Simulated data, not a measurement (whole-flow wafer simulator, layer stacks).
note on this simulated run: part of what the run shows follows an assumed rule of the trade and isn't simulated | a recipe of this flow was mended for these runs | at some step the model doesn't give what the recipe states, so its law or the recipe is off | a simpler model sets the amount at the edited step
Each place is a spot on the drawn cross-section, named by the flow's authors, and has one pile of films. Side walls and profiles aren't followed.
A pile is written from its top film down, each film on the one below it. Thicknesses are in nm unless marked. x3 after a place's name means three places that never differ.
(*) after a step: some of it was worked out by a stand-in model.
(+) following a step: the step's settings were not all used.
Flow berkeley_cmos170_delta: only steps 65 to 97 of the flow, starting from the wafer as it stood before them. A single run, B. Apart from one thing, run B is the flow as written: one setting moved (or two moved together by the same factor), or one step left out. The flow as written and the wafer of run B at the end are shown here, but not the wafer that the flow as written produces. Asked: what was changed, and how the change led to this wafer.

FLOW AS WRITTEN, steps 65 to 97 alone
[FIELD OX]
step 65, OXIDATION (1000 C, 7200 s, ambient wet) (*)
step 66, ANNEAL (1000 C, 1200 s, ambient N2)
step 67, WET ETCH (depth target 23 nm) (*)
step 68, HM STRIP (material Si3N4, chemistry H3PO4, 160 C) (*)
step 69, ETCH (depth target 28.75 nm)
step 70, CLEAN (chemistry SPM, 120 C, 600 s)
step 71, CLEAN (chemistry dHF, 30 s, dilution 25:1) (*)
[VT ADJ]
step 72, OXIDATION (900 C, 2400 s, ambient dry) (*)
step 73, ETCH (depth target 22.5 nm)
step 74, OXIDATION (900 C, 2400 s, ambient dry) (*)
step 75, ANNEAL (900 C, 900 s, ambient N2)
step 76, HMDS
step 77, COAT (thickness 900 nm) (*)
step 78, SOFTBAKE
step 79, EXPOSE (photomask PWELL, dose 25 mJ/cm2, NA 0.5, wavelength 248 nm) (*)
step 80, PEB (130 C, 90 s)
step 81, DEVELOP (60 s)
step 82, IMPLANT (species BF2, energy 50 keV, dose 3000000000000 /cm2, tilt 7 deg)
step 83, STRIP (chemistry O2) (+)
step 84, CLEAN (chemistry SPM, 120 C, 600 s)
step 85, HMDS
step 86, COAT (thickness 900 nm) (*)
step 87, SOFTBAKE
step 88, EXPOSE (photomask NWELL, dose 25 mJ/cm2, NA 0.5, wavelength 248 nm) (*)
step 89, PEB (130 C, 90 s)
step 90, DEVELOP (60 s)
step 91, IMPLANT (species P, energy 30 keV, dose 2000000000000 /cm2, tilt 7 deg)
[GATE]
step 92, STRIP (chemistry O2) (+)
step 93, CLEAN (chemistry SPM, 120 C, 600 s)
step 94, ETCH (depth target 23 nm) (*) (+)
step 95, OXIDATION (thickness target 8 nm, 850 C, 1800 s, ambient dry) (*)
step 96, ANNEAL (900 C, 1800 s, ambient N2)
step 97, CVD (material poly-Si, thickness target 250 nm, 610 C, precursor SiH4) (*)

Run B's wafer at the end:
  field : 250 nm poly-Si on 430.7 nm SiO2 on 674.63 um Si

What caused this: step 68, HM STRIP: 171 C was run, though the flow has 160 C.

How this came from the change, step by step:
  step 68, HM STRIP (material Si3N4, chemistry H3PO4, 160 C) (*)
      sd_n, spacer_n, gate, sd_p, spacer_p, gate_p, contact, m1: Si3N4 loses 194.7 (all of it), SiO2 loses 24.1 (it would be, as written: Si3N4 loses 194.7 (all of it), SiO2 loses 9.06)
      field: SiO2 loses 33.5 (it would be, as written: SiO2 loses 15.1)
  step 69, ETCH (depth target 28.75 nm)
      spacer_n, gate, spacer_p, gate_p, contact, m1: SiO2 loses 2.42 (all of it) (it would be, as written: SiO2 loses 17.5 (all of it))
      sd_n, sd_p: SiO2 loses 2.58 (all of it) (it would be, as written: SiO2 loses 17.6 (all of it))
